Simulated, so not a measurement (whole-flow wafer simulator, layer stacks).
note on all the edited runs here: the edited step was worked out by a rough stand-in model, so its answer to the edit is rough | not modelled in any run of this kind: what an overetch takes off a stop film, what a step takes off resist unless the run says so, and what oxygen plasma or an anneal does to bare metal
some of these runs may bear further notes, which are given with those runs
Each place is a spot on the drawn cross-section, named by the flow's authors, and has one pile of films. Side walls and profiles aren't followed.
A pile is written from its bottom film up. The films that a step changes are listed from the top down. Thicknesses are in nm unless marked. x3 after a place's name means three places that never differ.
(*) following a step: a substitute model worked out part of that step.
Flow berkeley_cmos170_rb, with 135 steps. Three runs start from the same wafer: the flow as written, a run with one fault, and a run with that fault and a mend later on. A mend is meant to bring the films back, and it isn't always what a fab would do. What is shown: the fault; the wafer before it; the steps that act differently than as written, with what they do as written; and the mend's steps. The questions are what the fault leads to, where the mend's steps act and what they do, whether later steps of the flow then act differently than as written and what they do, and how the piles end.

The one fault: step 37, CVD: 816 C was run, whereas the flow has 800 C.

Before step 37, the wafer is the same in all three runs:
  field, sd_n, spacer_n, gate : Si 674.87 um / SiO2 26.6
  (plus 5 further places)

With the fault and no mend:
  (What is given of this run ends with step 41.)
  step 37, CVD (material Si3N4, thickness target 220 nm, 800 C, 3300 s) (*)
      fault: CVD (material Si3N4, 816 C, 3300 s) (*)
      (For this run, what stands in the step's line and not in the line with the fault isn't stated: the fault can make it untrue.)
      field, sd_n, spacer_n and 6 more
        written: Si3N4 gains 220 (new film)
        fault: Si3N4 gains 268.8 (new film)
  Later steps of the flow up to step 41 that are run all act as written at every place that is followed.
  After step 41, at field, sd_n, spacer_n and 6 more, the piles differ from the flow's by more than 2% or 0.5 nm, whichever is larger.
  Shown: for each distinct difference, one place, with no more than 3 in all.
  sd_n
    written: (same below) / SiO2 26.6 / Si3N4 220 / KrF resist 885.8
    fault: (same below) / SiO2 26.6 / Si3N4 268.8 / KrF resist 885.8
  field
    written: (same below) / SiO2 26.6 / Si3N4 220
    fault: (same below) / SiO2 26.6 / Si3N4 268.8

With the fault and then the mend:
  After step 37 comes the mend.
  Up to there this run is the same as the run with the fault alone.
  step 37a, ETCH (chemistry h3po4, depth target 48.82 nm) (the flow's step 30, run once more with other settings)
      field, sd_n, spacer_n and 6 more
        Si3N4 loses 48.8
  Later steps of the flow that are run all act as written at every place that is followed.
  The piles end the same as the flow's at every place that both follow.
